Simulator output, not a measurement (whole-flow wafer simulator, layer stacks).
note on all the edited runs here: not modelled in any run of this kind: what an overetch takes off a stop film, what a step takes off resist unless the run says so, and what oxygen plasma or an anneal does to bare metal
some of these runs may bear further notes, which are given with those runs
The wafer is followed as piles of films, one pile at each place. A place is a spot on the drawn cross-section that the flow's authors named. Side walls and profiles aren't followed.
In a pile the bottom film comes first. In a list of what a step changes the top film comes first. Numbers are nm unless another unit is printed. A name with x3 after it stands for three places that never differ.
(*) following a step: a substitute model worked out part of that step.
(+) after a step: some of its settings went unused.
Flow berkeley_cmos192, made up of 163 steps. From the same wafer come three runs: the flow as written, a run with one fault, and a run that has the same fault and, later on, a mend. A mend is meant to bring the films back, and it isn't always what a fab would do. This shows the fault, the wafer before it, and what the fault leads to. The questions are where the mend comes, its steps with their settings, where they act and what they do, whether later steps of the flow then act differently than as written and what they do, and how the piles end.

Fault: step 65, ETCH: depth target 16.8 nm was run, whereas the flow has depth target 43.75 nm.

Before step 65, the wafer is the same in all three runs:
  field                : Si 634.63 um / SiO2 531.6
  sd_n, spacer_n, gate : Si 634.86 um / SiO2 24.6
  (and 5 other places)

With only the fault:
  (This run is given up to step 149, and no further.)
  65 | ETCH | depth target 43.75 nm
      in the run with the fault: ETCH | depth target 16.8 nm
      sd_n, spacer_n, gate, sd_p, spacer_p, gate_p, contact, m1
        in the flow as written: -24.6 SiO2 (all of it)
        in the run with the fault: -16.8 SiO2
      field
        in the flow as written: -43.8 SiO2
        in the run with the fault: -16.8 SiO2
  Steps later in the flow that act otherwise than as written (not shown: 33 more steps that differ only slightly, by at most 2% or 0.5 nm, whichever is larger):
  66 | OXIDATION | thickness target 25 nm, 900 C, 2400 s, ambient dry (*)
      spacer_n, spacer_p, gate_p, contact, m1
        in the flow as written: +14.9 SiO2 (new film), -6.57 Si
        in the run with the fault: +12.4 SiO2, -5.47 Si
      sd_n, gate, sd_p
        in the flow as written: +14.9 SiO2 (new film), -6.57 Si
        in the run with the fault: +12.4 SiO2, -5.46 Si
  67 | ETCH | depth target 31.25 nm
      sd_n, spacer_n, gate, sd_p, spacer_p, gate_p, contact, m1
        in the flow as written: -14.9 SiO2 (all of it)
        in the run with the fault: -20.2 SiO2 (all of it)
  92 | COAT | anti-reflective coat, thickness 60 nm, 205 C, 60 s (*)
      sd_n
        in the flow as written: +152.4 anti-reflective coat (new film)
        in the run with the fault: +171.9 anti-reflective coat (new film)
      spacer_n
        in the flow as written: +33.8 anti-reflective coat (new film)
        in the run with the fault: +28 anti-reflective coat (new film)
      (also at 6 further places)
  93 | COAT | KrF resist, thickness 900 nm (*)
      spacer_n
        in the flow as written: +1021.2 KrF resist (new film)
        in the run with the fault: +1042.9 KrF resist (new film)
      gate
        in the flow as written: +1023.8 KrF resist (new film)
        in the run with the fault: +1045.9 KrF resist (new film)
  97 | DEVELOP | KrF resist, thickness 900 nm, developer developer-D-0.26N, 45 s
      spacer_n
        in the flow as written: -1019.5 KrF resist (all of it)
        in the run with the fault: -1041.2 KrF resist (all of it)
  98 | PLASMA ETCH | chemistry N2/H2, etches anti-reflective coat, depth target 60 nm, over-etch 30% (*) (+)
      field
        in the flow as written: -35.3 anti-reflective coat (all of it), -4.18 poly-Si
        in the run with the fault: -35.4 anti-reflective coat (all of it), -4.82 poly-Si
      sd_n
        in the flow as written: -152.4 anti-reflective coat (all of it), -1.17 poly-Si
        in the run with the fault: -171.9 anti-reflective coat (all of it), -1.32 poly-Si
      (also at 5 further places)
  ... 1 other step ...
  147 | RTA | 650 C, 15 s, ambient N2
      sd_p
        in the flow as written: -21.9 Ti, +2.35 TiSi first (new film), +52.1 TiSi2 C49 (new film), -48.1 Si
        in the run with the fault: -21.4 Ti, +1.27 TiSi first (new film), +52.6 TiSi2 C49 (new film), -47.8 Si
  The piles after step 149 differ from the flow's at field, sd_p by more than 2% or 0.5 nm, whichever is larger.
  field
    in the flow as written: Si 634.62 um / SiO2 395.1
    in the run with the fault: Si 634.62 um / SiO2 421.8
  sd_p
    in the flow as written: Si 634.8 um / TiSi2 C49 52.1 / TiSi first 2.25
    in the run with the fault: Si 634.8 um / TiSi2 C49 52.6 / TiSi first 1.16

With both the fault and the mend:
  The mend stands after step 65.
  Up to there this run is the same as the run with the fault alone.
  65a | ETCH | depth target 26.95 nm (the flow's step 65 again, with other settings)
      spacer_n, spacer_p, gate_p, contact, m1
        -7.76 SiO2 (all of it)
      sd_n, sd_p
        -7.82 SiO2 (all of it)
      field
        -27 SiO2
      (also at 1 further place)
  Every later step of the flow that is run acts as written, at every place that is followed, to within 2% or 0.5 nm, whichever is larger.
  By the end, the piles equal the flow's at every place that both follow.
